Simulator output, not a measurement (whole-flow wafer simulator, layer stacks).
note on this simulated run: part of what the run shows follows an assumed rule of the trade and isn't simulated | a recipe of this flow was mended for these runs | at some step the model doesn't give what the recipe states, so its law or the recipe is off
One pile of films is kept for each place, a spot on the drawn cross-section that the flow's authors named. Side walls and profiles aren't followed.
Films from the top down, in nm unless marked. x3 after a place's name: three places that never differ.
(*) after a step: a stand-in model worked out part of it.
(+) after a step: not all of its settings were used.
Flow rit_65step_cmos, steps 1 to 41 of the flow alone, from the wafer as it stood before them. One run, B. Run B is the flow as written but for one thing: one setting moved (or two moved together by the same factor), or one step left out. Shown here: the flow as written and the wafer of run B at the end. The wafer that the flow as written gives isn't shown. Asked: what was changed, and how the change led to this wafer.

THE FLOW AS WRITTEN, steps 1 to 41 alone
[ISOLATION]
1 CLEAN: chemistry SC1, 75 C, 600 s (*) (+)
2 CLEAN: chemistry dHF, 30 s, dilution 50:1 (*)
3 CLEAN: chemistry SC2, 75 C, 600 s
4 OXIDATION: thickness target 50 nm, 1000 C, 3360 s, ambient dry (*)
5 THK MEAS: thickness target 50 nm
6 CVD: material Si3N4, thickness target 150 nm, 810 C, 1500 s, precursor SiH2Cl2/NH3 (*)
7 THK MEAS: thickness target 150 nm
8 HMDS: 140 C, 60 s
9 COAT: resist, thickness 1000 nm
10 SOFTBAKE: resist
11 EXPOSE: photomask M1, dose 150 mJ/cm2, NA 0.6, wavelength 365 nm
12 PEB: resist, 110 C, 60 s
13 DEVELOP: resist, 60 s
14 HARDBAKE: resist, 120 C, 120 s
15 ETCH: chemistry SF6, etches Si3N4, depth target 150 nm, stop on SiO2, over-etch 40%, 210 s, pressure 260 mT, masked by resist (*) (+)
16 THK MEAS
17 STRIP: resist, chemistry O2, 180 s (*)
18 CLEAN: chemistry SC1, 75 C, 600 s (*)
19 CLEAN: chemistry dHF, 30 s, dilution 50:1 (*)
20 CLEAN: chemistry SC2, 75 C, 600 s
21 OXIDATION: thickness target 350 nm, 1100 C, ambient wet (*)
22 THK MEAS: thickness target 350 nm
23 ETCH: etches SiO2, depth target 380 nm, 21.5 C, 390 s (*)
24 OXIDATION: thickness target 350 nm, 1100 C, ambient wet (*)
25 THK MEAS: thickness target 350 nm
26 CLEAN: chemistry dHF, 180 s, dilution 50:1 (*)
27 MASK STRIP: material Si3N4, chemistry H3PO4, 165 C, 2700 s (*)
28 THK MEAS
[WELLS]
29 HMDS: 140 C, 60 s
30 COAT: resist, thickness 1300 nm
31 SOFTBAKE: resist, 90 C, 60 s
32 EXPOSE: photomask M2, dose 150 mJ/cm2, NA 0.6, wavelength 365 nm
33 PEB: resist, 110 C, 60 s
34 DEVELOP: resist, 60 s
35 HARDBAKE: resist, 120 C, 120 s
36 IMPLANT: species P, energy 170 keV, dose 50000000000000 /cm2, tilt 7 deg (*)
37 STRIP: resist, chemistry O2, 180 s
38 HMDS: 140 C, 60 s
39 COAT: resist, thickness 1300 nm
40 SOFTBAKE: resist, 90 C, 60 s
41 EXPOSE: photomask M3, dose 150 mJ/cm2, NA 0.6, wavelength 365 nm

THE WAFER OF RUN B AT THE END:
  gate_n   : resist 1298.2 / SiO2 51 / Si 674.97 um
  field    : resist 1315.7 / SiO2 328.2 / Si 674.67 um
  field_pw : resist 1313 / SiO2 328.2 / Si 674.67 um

The cause: step 27, MASK STRIP: 1300 s was run, where the flow has 2700 s.

How the change led to this, step by step:
  27 MASK STRIP: material Si3N4, chemistry H3PO4, 165 C, 2700 s (*)
      active_n, active_p, gate_n and 7 more: Si3N4 -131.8 (all of it), SiO2 -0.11 (as written it would be: Si3N4 -131.8 (all of it), SiO2 -5.64)
      field, field_pw, field_nw, field_p: SiO2 -5.14 (as written it would be: SiO2 -10.7)
